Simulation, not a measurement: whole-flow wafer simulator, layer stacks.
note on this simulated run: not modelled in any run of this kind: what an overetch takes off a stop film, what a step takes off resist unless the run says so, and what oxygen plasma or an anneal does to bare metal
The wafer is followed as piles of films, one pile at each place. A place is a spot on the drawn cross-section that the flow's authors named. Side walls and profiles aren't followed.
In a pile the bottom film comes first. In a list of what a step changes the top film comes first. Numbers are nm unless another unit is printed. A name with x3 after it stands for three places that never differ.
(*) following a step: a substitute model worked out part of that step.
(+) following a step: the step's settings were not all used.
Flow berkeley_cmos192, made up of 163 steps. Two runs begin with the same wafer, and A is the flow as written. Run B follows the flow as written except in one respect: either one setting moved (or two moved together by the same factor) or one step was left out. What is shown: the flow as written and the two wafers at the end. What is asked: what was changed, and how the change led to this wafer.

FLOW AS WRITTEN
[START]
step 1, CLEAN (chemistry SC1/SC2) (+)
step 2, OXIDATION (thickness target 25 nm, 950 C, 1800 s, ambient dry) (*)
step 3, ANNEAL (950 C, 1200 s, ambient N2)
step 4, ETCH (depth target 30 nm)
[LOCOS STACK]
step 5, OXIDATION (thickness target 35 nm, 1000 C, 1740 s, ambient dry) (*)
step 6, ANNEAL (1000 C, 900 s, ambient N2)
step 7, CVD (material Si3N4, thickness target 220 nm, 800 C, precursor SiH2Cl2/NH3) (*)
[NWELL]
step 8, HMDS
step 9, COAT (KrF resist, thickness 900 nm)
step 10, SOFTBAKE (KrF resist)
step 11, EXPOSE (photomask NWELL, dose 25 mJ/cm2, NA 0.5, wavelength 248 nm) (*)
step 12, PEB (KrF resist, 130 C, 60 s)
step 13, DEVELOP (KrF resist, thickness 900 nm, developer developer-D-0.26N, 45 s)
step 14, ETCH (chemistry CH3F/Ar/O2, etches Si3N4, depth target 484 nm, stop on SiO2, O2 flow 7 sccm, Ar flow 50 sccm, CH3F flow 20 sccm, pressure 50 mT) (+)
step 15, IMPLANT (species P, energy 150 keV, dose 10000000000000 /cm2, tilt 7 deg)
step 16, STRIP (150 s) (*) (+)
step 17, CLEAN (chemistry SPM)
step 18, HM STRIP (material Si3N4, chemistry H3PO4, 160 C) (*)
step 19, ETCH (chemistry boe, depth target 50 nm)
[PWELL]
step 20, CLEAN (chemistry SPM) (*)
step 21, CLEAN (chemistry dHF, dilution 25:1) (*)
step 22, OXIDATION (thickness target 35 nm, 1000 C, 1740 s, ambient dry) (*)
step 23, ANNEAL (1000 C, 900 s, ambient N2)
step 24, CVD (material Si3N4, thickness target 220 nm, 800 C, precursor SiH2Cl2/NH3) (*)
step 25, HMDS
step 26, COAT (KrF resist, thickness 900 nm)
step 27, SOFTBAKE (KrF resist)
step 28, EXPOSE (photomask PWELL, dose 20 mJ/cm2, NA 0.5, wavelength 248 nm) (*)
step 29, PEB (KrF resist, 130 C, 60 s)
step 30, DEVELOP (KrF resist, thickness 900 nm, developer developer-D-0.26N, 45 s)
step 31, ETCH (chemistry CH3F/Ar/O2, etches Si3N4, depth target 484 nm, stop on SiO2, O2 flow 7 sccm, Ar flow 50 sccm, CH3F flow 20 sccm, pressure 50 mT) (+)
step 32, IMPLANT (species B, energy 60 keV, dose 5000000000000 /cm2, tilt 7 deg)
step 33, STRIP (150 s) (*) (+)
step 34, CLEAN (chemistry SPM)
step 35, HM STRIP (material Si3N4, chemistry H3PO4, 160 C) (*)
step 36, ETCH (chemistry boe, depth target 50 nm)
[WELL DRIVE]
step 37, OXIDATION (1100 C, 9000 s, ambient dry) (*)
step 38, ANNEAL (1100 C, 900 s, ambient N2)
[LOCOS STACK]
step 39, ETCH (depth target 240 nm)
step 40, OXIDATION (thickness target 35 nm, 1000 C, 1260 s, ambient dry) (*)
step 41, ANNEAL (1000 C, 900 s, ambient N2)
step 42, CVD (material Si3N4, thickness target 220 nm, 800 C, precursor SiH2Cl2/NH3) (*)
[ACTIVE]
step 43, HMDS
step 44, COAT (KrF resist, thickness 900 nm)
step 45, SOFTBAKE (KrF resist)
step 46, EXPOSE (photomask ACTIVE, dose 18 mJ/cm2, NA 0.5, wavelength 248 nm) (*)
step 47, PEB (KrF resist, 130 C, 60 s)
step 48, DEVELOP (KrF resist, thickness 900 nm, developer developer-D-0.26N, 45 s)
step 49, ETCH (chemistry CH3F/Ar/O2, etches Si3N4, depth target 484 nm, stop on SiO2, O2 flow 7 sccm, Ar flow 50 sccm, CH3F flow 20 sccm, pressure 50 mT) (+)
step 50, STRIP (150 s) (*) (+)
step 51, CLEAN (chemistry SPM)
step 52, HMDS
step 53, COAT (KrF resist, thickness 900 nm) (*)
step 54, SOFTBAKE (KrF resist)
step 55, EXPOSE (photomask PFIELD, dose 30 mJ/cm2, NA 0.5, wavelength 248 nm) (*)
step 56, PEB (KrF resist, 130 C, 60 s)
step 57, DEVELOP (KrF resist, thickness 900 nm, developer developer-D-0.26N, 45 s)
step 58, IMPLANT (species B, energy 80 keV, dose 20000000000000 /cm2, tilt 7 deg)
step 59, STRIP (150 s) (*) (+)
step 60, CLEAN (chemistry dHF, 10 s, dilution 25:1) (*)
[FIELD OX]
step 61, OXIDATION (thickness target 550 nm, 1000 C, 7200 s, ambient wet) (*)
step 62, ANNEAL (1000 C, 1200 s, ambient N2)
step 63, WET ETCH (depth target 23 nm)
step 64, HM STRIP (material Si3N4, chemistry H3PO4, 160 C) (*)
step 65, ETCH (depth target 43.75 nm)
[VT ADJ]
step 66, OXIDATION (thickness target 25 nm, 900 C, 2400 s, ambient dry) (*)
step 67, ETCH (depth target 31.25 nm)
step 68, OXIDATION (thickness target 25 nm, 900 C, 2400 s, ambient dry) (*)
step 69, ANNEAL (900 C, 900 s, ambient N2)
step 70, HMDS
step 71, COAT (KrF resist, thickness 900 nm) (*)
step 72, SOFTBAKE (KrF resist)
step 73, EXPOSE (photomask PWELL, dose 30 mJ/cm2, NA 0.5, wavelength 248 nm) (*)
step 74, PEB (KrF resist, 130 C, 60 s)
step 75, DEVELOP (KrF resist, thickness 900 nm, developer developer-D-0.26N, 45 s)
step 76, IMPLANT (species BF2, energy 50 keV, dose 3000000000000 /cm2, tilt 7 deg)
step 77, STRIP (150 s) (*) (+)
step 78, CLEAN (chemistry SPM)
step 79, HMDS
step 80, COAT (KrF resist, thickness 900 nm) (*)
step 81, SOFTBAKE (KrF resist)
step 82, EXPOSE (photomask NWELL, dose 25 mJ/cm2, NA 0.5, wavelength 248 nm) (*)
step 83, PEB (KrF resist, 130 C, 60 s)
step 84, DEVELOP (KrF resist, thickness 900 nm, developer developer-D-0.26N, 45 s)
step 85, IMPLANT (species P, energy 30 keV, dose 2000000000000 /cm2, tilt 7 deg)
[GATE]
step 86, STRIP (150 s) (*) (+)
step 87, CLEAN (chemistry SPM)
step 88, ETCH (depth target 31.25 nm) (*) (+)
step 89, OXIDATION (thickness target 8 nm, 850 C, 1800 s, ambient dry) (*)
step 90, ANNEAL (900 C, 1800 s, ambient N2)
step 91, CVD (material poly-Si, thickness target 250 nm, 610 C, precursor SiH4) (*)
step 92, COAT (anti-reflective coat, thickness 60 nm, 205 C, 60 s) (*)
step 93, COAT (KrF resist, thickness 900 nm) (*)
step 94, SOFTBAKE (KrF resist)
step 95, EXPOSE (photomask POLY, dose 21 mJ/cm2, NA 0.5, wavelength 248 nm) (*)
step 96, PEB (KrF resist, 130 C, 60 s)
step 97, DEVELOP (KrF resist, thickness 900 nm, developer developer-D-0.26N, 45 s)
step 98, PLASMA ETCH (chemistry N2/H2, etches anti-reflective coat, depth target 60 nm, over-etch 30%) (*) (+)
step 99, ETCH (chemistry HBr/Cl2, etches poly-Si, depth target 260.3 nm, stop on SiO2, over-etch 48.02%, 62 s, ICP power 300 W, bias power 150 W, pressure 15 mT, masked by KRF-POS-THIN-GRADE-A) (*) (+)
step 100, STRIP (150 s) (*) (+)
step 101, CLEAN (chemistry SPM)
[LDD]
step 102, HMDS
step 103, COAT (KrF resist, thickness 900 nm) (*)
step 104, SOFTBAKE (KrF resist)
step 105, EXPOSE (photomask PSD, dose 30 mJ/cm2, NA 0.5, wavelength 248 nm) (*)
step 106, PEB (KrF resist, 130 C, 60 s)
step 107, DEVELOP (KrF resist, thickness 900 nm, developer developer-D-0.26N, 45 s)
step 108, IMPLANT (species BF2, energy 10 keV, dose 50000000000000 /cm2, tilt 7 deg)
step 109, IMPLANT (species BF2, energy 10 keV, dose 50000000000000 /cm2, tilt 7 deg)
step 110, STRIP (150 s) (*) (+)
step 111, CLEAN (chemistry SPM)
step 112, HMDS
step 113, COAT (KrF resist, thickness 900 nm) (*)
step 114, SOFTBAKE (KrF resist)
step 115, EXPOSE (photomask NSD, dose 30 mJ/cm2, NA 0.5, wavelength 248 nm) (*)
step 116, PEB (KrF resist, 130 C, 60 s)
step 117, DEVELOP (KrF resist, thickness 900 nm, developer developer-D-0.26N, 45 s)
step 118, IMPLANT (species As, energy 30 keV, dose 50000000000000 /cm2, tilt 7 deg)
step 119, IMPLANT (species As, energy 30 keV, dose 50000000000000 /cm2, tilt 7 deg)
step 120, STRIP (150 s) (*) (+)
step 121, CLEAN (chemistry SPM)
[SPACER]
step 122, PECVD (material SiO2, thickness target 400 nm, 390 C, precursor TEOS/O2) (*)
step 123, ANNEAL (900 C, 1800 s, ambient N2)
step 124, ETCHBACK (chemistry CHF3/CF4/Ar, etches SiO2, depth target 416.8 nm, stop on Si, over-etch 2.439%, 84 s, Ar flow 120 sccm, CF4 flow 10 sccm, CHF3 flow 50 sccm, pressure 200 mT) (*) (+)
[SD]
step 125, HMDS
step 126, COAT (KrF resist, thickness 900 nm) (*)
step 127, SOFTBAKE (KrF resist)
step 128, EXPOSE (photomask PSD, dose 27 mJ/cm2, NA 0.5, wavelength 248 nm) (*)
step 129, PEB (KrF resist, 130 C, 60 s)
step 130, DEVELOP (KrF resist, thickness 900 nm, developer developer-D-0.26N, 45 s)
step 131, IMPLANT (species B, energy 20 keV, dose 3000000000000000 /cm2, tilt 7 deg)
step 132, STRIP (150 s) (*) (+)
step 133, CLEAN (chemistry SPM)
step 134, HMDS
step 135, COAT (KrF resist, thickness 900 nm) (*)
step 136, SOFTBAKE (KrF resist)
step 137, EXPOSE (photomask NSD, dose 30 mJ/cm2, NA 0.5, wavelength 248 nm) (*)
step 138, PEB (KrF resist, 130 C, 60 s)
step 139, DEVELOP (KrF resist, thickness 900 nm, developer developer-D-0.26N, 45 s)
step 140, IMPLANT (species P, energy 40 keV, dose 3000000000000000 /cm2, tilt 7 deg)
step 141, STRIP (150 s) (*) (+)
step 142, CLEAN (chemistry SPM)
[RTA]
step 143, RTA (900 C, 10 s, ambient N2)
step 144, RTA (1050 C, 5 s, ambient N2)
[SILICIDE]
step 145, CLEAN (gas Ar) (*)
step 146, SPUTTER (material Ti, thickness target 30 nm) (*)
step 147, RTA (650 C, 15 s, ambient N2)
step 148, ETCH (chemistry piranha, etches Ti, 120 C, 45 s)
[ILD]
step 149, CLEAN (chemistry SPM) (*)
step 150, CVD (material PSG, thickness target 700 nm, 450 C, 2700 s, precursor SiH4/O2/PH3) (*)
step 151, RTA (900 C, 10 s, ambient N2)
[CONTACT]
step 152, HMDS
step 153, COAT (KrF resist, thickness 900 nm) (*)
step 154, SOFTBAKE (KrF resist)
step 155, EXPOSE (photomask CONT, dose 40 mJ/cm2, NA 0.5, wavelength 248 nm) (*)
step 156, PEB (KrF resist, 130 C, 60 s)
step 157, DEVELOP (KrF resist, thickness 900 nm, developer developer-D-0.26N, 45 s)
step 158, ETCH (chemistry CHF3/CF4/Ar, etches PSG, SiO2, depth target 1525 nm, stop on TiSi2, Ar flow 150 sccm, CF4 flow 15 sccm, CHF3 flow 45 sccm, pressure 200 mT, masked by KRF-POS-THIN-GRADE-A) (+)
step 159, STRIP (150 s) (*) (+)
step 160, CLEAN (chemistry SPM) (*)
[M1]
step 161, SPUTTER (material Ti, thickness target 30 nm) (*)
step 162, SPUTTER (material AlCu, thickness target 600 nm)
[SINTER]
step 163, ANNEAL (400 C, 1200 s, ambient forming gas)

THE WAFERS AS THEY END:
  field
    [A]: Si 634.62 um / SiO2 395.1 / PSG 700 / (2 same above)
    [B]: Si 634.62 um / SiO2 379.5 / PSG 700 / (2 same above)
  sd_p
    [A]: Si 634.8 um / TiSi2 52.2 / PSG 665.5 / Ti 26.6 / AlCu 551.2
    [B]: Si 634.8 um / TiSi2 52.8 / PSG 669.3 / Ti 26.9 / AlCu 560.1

The reason: step 44, COAT: thickness 1350 nm was run, whereas the flow has thickness 900 nm; step 67, ETCH: depth target 46.88 nm was run, where the flow has depth target 31.25 nm.

How this came from the change, step by step:
  step 44, COAT (KrF resist, thickness 900 nm)
      field, sd_n, spacer_n and 6 more: A +900 KrF resist (new film) | B +1350 KrF resist (new film)
  step 47, PEB (KrF resist, 130 C, 60 s)
      field, sd_n, spacer_n and 6 more: A -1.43 KrF resist | B -2.32 KrF resist
  step 48, DEVELOP (KrF resist, thickness 900 nm, developer developer-D-0.26N, 45 s)
      field: A -898.6 KrF resist (all of it) | B -1347.7 KrF resist (all of it)
  step 50, STRIP (150 s) (*) (+)
      sd_n, spacer_n, gate, sd_p, spacer_p, gate_p, contact, m1: A -723 KrF resist (all of it) | B -1172.1 KrF resist (all of it)
  step 67, ETCH (depth target 31.25 nm)
      field: A -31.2 SiO2 | B -46.9 SiO2
  step 92, COAT (anti-reflective coat, thickness 60 nm, 205 C, 60 s) (*)
      sd_n: A +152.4 anti-reflective coat (new film) | B +142.1 anti-reflective coat (new film)
      spacer_n: A +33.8 anti-reflective coat (new film) | B +37.9 anti-reflective coat (new film)
      (and at 6 other places as well)
  step 98, PLASMA ETCH (chemistry N2/H2, etches anti-reflective coat, depth target 60 nm, over-etch 30%) (*) (+)
      sd_n: A -152.4 anti-reflective coat (all of it), -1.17 poly-Si | B -142.1 anti-reflective coat (all of it), -1.09 poly-Si
      spacer_n: A -33.8 anti-reflective coat (all of it), -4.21 poly-Si | B -37.9 anti-reflective coat (all of it), -3.77 poly-Si
      (and at 4 other places as well)
  step 100, STRIP (150 s) (*) (+)
      gate: A +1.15 chemical SiO2 (new film), -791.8 KrF resist (all of it), -30 anti-reflective coat (all of it), -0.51 poly-Si | B +1.15 chemical SiO2 (new film), -778.9 KrF resist (all of it), -34.4 anti-reflective coat (all of it), -0.51 poly-Si
      gate_p: A +1.15 chemical SiO2 (new film), -765.1 KrF resist (all of it), -31 anti-reflective coat (all of it), -0.51 poly-Si | B +1.15 chemical SiO2 (new film), -756.2 KrF resist (all of it), -34.3 anti-reflective coat (all of it), -0.51 poly-Si
  step 147, RTA (650 C, 15 s, ambient N2)
      sd_p: A -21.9 Ti, +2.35 TiSi first (new film), +52.1 TiSi2 C49 (new film), -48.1 Si | B -22.1 Ti, +2.93 TiSi first (new film), +51.8 TiSi2 C49 (new film), -48.2 Si
  step 151, RTA (900 C, 10 s, ambient N2)
      sd_p: A under 1 film: +52.2 TiSi2 (new film), -2.25 TiSi first (all of it), -52.1 TiSi2 C49 (all of it), -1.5 Si | B under 1 film: +52.8 TiSi2 (new film), -2.83 TiSi first (all of it), -51.8 TiSi2 C49 (all of it), -1.88 Si
